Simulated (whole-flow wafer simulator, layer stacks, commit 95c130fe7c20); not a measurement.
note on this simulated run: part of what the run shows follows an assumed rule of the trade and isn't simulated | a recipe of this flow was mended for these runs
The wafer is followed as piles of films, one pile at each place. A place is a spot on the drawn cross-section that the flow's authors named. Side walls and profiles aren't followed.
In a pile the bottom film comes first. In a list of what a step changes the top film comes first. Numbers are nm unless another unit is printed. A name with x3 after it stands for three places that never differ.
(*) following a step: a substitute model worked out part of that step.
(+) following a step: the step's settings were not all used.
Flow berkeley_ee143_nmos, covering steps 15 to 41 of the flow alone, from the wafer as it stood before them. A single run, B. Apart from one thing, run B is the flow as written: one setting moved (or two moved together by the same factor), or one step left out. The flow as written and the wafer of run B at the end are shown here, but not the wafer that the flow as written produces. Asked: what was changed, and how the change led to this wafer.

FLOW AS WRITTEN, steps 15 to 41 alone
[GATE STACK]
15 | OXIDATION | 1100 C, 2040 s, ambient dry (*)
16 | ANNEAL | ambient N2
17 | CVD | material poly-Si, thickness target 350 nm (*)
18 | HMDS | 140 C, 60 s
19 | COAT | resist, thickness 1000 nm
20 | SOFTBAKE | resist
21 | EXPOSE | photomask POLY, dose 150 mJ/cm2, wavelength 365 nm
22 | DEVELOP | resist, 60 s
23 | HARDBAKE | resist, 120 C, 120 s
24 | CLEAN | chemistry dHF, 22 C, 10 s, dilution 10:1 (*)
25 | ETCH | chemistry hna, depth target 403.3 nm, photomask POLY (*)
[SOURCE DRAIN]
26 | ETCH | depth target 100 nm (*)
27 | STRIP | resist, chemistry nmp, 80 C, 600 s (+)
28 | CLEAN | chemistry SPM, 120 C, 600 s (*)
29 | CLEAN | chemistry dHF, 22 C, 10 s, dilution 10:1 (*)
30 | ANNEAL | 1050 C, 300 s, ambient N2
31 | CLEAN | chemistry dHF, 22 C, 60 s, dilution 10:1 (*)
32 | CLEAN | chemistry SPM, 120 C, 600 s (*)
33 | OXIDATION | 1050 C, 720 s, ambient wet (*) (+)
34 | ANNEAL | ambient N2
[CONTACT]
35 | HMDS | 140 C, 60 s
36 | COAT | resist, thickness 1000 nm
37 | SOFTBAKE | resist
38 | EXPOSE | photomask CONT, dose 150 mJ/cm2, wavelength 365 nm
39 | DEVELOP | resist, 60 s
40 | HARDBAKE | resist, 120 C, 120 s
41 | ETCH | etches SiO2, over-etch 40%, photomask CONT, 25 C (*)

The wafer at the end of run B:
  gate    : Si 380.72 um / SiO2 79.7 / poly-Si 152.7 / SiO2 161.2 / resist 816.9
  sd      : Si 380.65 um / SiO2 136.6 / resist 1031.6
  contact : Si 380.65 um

What caused this: step 17, CVD: thickness target 224 nm was run, though the flow has thickness target 350 nm; step 33, OXIDATION: 461 s was run, where the flow has 720 s.

The path from the change to this, step by step:
  17 | CVD | material poly-Si, thickness target 350 nm (*)
      gate, sd, contact, field: +224 poly-Si (new film) (it would be, as written: +350 poly-Si (new film))
  19 | COAT | resist, thickness 1000 nm
      field: +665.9 resist (new film) (it would be, as written: +689.8 resist (new film))
  22 | DEVELOP | resist, 60 s
      field: -665.9 resist (all of it) (it would be, as written: -689.8 resist (all of it))
  25 | ETCH | chemistry hna, depth target 403.3 nm, photomask POLY (*)
      sd, contact, field: -224 poly-Si (all of it), -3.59 SiO2 (it would be, as written: -350 poly-Si (all of it), -1.07 SiO2)
  26 | ETCH | depth target 100 nm (*)
      sd, contact: -76.1 SiO2 (all of it) (it would be, as written: -78.6 SiO2 (all of it))
  33 | OXIDATION | 1050 C, 720 s, ambient wet (*) (+)
      sd, contact: +136.6 SiO2 (new film), -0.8 chemical SiO2 (all of it), -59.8 Si (it would be, as written: +189.4 SiO2 (new film), -0.8 chemical SiO2 (all of it), -83 Si)
      gate: +161.2 SiO2 (new film), -0.8 chemical SiO2 (all of it), -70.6 poly-Si (it would be, as written: +217.6 SiO2 (new film), -0.8 chemical SiO2 (all of it), -95.4 poly-Si)
      (as well as at 1 more place)
  36 | COAT | resist, thickness 1000 nm
      gate: +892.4 resist (new film) (it would be, as written: +822.5 resist (new film))
      sd: +1128.4 resist (new film) (it would be, as written: +1160.4 resist (new film))
      (as well as at 1 more place)
  40 | HARDBAKE | resist, 120 C, 120 s
      gate: -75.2 resist (it would be, as written: -69 resist)
      sd: -96.4 resist (it would be, as written: -99.3 resist)
      (as well as at 1 more place)
  41 | ETCH | etches SiO2, over-etch 40%, photomask CONT, 25 C (*)
      contact: -136.6 SiO2 (all of it) (it would be, as written: -189.4 SiO2 (all of it))
